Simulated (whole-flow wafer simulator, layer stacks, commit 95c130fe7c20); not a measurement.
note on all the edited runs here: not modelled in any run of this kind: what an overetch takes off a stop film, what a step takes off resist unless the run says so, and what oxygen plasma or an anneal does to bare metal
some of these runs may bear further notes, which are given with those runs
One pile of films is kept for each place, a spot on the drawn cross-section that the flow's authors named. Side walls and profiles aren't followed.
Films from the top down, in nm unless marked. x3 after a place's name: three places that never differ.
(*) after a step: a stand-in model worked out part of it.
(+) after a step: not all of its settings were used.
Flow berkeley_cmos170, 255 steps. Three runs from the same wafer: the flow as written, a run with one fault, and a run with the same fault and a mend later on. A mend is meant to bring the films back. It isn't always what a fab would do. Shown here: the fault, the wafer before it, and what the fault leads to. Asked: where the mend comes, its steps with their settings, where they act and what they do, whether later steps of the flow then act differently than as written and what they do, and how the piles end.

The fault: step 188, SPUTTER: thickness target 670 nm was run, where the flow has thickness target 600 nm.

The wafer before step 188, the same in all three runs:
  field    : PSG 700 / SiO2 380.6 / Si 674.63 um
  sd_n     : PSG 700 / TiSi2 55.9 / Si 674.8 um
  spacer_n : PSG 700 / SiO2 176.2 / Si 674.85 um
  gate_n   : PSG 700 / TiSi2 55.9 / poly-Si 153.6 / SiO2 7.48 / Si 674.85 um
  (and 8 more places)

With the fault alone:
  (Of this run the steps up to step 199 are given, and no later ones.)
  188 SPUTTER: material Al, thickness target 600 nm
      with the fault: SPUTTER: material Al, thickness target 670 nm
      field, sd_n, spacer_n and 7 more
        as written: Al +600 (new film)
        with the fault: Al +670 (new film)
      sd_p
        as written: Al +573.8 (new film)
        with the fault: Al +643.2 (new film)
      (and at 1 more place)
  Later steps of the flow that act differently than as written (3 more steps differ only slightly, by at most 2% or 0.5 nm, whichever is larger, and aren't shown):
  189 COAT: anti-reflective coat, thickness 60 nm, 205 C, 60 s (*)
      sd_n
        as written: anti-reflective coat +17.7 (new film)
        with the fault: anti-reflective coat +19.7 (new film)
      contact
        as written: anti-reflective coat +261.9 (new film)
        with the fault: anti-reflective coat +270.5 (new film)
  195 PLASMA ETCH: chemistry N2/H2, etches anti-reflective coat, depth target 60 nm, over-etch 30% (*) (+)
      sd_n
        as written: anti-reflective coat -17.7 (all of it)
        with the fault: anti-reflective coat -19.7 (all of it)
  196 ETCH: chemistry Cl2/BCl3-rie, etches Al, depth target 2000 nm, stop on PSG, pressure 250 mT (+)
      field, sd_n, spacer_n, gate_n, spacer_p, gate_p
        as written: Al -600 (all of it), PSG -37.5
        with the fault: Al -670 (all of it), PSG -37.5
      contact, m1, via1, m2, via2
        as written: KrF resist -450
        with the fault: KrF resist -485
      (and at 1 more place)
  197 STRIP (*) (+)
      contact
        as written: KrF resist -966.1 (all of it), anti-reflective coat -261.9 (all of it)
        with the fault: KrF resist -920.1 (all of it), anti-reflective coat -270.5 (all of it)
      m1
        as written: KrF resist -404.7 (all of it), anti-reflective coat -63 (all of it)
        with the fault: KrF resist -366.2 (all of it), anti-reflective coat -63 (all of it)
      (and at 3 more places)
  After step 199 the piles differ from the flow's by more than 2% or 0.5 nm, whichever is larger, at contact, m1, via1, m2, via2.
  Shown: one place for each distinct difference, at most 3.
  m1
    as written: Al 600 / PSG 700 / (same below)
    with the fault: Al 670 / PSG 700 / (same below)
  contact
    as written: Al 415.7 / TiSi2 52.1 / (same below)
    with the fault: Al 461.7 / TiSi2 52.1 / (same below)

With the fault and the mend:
  The mend comes after step 188.
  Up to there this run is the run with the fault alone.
  188a ETCH: chemistry al pan, depth target 770.6 nm
      field, sd_n, spacer_n and 7 more
        Al -670 (all of it)
      sd_p
        Al -643.2 (all of it)
      contact
        Al -461.7 (all of it)
  188b SPUTTER: material Al, thickness target 600 nm (the flow's step 188 once more)
      field, sd_n, spacer_n and 7 more
        Al +600 (new film)
      sd_p
        Al +573.8 (new film)
      contact
        Al +415.7 (new film)
  No later step of the flow acts differently than as written at any place that is followed.
  At the end the piles are the same as the flow's at every place that both follow.
